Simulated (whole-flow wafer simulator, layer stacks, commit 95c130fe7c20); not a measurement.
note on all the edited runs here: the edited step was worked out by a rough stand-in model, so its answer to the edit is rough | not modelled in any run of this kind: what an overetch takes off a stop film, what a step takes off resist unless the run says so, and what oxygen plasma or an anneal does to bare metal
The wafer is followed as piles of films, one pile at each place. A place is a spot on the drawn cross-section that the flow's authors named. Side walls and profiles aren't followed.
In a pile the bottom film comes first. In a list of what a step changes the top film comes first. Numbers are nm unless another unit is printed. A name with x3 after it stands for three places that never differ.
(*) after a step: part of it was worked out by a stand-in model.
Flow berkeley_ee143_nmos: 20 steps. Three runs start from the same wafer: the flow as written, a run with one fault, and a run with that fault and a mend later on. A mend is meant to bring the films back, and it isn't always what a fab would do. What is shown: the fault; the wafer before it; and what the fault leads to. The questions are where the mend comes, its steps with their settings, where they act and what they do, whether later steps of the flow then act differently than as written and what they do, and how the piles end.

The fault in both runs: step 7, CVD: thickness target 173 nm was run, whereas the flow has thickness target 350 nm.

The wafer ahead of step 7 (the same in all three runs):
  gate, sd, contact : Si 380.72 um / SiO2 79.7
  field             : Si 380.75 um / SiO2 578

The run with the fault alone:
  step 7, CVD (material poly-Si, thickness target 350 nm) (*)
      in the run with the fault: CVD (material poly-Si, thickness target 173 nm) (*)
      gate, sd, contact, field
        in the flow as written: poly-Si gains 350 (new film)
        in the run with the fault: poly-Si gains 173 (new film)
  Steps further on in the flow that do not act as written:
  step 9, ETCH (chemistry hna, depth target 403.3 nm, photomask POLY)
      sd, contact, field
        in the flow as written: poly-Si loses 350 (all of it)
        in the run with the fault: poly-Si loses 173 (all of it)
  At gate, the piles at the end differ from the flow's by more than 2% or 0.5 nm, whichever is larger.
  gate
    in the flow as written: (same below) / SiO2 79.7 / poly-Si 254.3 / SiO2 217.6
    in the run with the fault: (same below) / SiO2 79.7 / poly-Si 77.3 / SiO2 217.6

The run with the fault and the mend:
  The mend stands after step 7.
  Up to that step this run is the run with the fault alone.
  step 7a, CVD (material poly-Si, thickness target 177 nm) (*) (the flow's step 7, run once more with other settings)
      gate, sd, contact, field
        poly-Si gains 177
  Every later step of the flow that is run acts as written at every place that is followed.
  By the end, the piles equal the flow's at every place that both follow.
